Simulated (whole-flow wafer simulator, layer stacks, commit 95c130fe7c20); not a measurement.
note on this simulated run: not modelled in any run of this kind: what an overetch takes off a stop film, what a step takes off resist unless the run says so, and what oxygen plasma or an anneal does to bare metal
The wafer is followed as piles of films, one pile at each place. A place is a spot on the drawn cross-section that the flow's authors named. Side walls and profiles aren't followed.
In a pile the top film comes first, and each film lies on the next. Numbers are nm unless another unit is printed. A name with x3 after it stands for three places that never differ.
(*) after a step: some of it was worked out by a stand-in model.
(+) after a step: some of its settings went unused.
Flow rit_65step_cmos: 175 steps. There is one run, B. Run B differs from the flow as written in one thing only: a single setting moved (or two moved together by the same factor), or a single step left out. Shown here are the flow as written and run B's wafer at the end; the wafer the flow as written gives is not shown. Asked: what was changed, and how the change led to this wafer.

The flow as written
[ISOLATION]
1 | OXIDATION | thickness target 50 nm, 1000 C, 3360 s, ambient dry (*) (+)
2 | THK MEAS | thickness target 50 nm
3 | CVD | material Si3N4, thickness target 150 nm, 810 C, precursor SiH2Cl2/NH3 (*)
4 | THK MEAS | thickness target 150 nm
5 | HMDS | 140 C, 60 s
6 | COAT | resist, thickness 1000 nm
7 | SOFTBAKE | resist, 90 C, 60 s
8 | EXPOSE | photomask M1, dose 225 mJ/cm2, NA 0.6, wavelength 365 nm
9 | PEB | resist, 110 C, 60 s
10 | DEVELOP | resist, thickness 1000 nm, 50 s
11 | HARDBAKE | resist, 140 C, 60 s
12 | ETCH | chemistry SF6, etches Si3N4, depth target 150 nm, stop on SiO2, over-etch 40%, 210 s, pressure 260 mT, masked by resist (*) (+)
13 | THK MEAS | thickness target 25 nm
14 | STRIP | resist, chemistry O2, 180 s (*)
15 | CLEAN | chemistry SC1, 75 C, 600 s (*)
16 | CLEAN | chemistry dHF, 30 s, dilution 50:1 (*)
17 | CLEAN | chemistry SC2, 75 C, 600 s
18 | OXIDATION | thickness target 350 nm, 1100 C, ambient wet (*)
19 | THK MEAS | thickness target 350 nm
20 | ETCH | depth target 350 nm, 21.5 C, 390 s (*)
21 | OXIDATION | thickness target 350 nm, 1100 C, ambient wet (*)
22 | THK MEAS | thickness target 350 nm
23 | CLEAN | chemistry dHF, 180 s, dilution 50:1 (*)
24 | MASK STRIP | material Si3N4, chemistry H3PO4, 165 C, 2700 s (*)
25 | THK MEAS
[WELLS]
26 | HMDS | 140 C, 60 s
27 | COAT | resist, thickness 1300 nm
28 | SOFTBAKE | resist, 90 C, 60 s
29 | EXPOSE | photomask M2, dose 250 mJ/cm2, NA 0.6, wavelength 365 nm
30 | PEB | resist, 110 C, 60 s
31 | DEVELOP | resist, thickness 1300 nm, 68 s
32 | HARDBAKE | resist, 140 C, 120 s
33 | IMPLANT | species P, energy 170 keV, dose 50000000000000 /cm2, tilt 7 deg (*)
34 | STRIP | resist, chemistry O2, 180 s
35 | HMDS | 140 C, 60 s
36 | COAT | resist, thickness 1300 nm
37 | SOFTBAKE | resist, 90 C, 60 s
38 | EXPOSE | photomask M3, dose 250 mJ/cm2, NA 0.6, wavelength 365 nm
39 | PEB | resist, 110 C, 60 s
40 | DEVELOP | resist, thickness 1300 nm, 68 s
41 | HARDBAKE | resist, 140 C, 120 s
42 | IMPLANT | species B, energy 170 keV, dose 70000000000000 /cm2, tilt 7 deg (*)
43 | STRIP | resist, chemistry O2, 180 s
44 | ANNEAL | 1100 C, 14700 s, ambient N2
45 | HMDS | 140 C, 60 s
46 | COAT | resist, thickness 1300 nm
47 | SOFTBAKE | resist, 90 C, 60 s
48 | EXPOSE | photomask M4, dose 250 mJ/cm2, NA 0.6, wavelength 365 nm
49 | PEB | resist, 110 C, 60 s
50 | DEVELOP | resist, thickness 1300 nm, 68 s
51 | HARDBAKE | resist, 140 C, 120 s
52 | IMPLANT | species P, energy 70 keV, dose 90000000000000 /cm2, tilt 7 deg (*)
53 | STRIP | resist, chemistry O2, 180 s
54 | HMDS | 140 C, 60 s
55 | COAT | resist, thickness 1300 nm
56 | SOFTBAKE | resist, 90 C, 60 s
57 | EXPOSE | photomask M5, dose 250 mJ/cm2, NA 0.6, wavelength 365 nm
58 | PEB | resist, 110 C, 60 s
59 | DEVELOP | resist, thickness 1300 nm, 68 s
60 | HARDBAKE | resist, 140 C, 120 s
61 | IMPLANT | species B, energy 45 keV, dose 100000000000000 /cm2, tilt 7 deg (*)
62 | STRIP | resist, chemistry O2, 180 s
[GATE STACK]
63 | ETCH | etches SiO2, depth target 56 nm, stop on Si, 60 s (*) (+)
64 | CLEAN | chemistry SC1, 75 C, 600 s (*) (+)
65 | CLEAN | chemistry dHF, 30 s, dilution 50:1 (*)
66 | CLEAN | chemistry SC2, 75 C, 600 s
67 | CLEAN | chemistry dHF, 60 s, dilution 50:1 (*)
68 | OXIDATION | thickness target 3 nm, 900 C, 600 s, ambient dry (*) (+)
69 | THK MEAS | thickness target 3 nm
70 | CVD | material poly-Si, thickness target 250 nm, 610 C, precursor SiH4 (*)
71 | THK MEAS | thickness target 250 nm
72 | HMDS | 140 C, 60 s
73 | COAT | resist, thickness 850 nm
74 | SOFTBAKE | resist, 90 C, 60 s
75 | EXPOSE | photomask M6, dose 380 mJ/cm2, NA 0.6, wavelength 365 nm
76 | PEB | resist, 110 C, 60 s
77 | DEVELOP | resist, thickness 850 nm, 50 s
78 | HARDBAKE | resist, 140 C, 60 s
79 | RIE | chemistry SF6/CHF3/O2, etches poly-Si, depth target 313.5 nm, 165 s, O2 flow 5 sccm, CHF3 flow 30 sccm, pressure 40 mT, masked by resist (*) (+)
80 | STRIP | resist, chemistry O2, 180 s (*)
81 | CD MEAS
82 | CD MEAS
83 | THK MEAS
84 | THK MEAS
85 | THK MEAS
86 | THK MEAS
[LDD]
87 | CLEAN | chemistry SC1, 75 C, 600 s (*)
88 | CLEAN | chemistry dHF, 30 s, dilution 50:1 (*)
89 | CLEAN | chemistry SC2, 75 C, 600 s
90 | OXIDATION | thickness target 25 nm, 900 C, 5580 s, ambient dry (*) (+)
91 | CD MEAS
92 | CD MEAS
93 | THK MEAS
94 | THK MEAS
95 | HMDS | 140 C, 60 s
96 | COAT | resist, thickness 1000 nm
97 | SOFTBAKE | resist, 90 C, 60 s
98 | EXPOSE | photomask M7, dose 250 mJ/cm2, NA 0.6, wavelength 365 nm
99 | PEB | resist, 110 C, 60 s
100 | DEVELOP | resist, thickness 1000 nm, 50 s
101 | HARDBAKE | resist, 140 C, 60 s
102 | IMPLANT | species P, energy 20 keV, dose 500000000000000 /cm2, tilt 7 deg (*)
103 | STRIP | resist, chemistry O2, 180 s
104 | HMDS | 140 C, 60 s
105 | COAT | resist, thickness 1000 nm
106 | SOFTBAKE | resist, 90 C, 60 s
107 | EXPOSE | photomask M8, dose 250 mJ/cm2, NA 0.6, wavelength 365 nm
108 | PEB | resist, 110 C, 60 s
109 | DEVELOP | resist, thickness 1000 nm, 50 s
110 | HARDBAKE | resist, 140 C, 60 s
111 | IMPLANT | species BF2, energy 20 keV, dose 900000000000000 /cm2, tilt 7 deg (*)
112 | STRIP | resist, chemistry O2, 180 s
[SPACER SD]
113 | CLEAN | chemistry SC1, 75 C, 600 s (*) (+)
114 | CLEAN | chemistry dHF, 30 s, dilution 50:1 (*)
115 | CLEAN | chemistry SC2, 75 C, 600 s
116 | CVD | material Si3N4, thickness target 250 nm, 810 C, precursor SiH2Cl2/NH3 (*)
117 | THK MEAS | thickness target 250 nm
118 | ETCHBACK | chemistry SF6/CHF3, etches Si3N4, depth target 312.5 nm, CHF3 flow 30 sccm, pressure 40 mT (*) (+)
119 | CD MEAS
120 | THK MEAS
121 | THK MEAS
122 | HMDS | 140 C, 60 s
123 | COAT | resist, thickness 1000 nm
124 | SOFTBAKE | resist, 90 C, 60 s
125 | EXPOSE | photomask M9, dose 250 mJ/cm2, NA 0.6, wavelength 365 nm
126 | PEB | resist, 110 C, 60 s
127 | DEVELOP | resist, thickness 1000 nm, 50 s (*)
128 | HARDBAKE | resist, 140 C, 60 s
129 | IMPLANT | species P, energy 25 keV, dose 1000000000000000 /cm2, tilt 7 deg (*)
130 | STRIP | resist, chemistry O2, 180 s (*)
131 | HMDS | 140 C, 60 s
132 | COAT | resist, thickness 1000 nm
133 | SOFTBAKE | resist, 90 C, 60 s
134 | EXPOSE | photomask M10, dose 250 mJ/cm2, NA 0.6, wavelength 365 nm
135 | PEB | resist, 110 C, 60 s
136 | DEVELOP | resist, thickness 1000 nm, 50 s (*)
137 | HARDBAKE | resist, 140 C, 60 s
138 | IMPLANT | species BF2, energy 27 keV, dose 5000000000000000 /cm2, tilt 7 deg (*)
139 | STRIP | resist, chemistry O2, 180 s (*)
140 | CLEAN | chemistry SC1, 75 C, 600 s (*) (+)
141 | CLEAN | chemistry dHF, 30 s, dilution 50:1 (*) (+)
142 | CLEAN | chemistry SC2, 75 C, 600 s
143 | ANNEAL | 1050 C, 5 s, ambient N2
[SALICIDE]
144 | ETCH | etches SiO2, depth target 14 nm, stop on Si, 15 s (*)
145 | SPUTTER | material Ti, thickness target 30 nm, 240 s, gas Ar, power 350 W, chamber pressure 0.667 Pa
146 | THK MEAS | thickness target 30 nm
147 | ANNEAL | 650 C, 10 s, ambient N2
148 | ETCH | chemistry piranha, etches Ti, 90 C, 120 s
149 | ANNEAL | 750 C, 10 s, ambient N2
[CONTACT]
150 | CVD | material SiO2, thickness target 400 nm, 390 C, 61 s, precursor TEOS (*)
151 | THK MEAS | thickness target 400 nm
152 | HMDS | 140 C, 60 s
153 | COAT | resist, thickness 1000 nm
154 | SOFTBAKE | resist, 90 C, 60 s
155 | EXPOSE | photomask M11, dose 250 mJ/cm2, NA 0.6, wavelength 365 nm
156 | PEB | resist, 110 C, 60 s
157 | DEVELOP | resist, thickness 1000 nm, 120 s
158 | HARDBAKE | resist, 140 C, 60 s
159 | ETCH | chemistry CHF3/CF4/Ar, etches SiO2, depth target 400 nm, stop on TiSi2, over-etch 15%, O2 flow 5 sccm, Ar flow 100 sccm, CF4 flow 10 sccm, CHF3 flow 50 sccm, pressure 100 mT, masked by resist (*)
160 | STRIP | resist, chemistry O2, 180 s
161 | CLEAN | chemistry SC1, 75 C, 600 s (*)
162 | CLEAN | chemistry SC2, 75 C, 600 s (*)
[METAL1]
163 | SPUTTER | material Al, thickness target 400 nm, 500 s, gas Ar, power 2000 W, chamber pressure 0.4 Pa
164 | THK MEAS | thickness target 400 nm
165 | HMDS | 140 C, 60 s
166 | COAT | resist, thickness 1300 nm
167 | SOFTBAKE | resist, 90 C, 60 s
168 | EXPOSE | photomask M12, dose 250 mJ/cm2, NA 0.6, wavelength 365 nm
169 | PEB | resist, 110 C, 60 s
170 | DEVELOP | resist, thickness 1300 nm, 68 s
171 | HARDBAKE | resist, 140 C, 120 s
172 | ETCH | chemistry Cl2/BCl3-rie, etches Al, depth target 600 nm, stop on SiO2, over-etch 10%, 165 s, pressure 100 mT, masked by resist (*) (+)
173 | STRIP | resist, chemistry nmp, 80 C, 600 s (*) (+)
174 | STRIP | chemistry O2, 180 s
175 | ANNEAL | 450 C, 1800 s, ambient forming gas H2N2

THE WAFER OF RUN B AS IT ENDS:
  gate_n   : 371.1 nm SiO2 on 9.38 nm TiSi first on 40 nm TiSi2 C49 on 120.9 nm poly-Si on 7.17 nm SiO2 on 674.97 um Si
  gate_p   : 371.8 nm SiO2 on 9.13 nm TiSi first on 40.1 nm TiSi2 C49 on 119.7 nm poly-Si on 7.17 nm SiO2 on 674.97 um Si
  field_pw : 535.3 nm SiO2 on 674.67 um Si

The reason: step 149, ANNEAL: 750 C, 10 s, ambient N2, was not run.

How this came from the change, step by step:
  (no step that both runs have acts differently by more than 2% or 0.5 nm, whichever is larger)
